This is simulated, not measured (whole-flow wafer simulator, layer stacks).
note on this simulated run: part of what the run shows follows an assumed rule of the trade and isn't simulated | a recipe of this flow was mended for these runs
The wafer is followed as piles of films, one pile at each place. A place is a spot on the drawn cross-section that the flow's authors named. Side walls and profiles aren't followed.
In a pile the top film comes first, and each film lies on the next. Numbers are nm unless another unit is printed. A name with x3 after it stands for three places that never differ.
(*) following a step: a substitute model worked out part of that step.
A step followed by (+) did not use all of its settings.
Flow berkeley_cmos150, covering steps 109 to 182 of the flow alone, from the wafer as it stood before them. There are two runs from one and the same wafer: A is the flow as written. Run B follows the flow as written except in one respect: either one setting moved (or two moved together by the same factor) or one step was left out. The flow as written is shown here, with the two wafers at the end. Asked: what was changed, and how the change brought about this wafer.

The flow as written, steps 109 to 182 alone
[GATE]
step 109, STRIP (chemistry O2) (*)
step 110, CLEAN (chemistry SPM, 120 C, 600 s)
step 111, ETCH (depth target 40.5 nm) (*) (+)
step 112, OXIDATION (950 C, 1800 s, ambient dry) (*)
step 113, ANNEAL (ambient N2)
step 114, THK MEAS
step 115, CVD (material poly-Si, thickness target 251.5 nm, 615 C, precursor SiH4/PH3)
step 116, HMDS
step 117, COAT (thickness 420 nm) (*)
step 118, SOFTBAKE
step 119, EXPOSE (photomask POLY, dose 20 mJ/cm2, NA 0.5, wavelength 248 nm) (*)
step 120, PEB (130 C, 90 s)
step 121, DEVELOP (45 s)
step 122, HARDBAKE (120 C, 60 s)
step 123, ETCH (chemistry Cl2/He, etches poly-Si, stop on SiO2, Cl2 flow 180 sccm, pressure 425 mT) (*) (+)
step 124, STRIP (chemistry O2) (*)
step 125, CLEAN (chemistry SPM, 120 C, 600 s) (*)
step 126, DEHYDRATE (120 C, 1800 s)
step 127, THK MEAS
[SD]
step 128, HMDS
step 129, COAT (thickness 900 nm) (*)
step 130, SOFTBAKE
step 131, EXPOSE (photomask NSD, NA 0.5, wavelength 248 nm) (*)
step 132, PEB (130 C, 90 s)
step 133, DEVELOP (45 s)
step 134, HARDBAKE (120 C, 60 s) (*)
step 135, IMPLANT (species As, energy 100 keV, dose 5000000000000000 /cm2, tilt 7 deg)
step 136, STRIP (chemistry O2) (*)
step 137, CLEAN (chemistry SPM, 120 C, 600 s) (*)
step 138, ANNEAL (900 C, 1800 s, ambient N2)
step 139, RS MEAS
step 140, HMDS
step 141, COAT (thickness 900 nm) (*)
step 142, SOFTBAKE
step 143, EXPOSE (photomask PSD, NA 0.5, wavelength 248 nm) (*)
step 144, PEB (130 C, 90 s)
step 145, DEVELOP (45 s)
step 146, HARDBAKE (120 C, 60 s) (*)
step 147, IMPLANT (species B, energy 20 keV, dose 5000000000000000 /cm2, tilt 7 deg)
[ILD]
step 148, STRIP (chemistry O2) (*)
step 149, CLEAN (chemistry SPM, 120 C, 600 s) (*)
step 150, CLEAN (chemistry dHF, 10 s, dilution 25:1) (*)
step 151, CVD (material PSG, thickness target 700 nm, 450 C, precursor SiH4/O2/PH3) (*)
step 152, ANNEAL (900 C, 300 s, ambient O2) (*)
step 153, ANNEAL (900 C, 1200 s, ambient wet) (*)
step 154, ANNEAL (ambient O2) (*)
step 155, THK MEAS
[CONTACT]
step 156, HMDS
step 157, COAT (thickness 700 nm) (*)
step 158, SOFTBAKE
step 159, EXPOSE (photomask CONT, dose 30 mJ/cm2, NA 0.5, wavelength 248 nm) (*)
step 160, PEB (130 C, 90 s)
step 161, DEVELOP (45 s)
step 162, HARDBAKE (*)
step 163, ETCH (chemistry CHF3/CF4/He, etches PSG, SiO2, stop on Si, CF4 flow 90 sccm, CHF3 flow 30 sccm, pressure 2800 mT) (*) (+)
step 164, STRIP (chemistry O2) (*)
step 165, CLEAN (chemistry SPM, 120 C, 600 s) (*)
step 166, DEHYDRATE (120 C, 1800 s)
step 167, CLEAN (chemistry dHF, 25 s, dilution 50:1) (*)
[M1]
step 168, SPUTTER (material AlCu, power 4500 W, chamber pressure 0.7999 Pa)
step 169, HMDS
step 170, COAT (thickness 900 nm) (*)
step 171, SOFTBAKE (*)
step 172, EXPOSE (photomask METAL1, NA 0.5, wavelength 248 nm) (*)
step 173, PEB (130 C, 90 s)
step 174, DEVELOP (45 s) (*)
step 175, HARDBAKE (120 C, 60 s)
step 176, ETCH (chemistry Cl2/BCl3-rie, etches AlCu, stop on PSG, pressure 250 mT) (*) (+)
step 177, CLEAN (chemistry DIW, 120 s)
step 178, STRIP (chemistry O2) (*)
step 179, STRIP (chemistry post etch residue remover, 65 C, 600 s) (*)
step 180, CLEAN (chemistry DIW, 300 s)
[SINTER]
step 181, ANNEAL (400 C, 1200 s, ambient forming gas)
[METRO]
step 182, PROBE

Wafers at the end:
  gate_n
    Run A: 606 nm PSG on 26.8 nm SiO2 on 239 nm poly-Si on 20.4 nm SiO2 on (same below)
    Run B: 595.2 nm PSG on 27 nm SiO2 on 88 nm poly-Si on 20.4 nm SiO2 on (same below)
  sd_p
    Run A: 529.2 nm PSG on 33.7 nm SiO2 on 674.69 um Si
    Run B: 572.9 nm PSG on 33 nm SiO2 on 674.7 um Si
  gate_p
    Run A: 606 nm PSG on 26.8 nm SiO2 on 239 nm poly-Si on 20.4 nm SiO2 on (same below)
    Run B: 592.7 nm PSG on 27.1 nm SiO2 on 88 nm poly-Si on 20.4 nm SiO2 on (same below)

What caused this: step 115, CVD: thickness target 100.6 nm was run, while the flow as written has thickness target 251.5 nm.

How this came from the change, step by step:
  step 115, CVD (material poly-Si, thickness target 251.5 nm, 615 C, precursor SiH4/PH3)
      field, field_p, sd_n, gate_n, sd_p, gate_p, contact, m1: A +251.5 poly-Si (new film) | B +100.6 poly-Si (new film)
  step 117, COAT (thickness 420 nm) (*)
      field: A +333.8 KrF-resist (new film) | B +318.2 KrF-resist (new film)
      field_p: A +413.4 KrF-resist (new film) | B +404.8 KrF-resist (new film)
      (and at 1 other place as well)
  step 121, DEVELOP (45 s)
      field: A -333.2 KrF-resist (all of it) | B -317.6 KrF-resist (all of it)
      field_p: A -412.6 KrF-resist (all of it) | B -403.9 KrF-resist (all of it)
      (and at 1 other place as well)
  step 123, ETCH (chemistry Cl2/He, etches poly-Si, stop on SiO2, Cl2 flow 180 sccm, pressure 425 mT) (*) (+)
      field, field_p, sd_n, sd_p, contact, m1: A -251.5 poly-Si (all of it), -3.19 SiO2 | B -100.6 poly-Si (all of it), -3.19 SiO2
      gate_n, gate_p: A -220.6 KrF-resist | B -112.8 KrF-resist
  step 124, STRIP (chemistry O2) (*)
      gate_n: A +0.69 chemical SiO2 (new film), -176.1 KrF-resist (all of it), -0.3 poly-Si | B +0.65 chemical SiO2 (new film), -278.3 KrF-resist (all of it), -0.29 poly-Si
      gate_p: A +0.69 chemical SiO2 (new film), -213.2 KrF-resist (all of it), -0.3 poly-Si | B +0.65 chemical SiO2 (new film), -315.1 KrF-resist (all of it), -0.29 poly-Si
  step 129, COAT (thickness 900 nm) (*)
      field: A +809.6 thick-KrF-resist (new film) | B +793.1 thick-KrF-resist (new film)
      gate_n: A +819.9 thick-KrF-resist (new film) | B +922.5 thick-KrF-resist (new film)
      (and at 2 other places as well)
  step 133, DEVELOP (45 s)
      gate_n: A -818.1 thick-KrF-resist (all of it) | B -920.4 thick-KrF-resist (all of it)
  step 136, STRIP (chemistry O2) (*)
      field: A -794.4 thick-KrF-resist (all of it) | B -777.9 thick-KrF-resist (all of it)
      sd_p: A -1116.9 thick-KrF-resist (all of it) | B -1089.4 thick-KrF-resist (all of it)
      (and at 1 other place as well)
  step 141, COAT (thickness 900 nm) (*)
      field: A +809.6 thick-KrF-resist (new film) | B +793.1 thick-KrF-resist (new film)
      gate_n: A +819.7 thick-KrF-resist (new film) | B +922.3 thick-KrF-resist (new film)
      (and at 2 other places as well)
  step 145, DEVELOP (45 s)
      sd_p: A -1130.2 thick-KrF-resist (all of it) | B -1102.7 thick-KrF-resist (all of it)
      gate_p: A -886.7 thick-KrF-resist (all of it) | B -989.7 thick-KrF-resist (all of it)
  step 148, STRIP (chemistry O2) (*)
      field: A -794.4 thick-KrF-resist (all of it) | B -778 thick-KrF-resist (all of it)
      gate_n: A -804.5 thick-KrF-resist (all of it), +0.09 chemical SiO2, -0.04 poly-Si | B -906.8 thick-KrF-resist (all of it), +0.09 chemical SiO2, -0.04 poly-Si
  step 151, CVD (material PSG, thickness target 700 nm, 450 C, precursor SiH4/O2/PH3) (*)
      sd_p: A +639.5 PSG (new film) | B +673.6 PSG (new film)
  step 153, ANNEAL (900 C, 1200 s, ambient wet) (*)
      sd_p: A -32 PSG, +23.9 SiO2, -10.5 Si | B -33.7 PSG, +23.3 SiO2, -10.3 Si
  step 157, COAT (thickness 700 nm) (*)
      field_p: A +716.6 KrF-resist (new film) | B +698.9 KrF-resist (new film)
      gate_n: A +650.5 KrF-resist (new film) | B +726.8 KrF-resist (new film)
      (and at 2 other places as well)
  step 164, STRIP (chemistry O2) (*)
      field: A -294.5 KrF-resist (all of it) | B -287.5 KrF-resist (all of it)
      field_p: A -397.1 KrF-resist (all of it) | B -379.4 KrF-resist (all of it)
      (and at 3 other places as well)
  step 168, SPUTTER (material AlCu, power 4500 W, chamber pressure 0.7999 Pa)
      gate_n: A +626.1 AlCu (new film) | B +612.2 AlCu (new film)
      sd_p: A +471.4 AlCu (new film) | B +562.6 AlCu (new film)
      (and at 1 other place as well)
  ... another 2 steps ...
  step 176, ETCH (chemistry Cl2/BCl3-rie, etches AlCu, stop on PSG, pressure 250 mT) (*) (+)
      gate_n: A -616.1 AlCu (all of it), -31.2 PSG | B -602.2 AlCu (all of it), -33 PSG
      sd_p: A -461.4 AlCu (all of it), -50.6 PSG | B -552.6 AlCu (all of it), -39.2 PSG
      (and at 1 other place as well)
